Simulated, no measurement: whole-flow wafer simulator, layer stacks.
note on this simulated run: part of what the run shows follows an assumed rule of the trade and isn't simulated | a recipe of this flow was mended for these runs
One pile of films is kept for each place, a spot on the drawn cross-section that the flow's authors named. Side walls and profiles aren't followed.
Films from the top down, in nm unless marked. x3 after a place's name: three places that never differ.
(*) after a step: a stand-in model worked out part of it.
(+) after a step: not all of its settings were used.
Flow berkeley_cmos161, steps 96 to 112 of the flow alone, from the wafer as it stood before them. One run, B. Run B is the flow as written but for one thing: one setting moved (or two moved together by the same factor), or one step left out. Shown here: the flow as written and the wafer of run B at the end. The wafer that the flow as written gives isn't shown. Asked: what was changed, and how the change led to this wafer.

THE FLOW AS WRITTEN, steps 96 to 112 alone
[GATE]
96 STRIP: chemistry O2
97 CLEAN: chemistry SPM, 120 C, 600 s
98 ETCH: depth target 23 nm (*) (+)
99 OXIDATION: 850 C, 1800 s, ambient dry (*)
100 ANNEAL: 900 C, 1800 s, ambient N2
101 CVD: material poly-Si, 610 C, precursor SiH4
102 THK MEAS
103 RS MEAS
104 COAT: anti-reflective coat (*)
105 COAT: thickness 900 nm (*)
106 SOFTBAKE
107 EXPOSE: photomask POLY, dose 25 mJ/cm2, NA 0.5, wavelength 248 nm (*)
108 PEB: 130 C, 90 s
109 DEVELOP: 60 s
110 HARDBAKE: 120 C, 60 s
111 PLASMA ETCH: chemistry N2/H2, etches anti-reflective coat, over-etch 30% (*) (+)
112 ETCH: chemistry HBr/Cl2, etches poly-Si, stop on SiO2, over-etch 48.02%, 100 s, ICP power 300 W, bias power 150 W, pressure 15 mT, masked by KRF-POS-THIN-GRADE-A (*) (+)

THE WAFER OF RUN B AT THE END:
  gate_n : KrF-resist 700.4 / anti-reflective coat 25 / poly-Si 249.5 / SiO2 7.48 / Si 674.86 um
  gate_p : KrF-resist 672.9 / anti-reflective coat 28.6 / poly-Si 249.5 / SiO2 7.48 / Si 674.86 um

The cause: step 105, COAT: thickness 974 nm was run, where the flow has thickness 900 nm.

How the change led to this, step by step:
  105 COAT: thickness 900 nm (*)
      field: KrF-resist +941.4 (new film) (as written it would be: KrF-resist +868.3 (new film))
      sd_n: KrF-resist +983.3 (new film) (as written it would be: KrF-resist +909.1 (new film))
      (and at 7 more places)
  109 DEVELOP: 60 s
      field: KrF-resist -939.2 (all of it) (as written it would be: KrF-resist -866.3 (all of it))
      sd_n: KrF-resist -981 (all of it) (as written it would be: KrF-resist -907 (all of it))
      (and at 5 more places)
  110 HARDBAKE: 120 C, 60 s
      gate_n: KrF-resist -165 (as written it would be: KrF-resist -153.6)
      gate_p: KrF-resist -160.2 (as written it would be: KrF-resist -148.8)
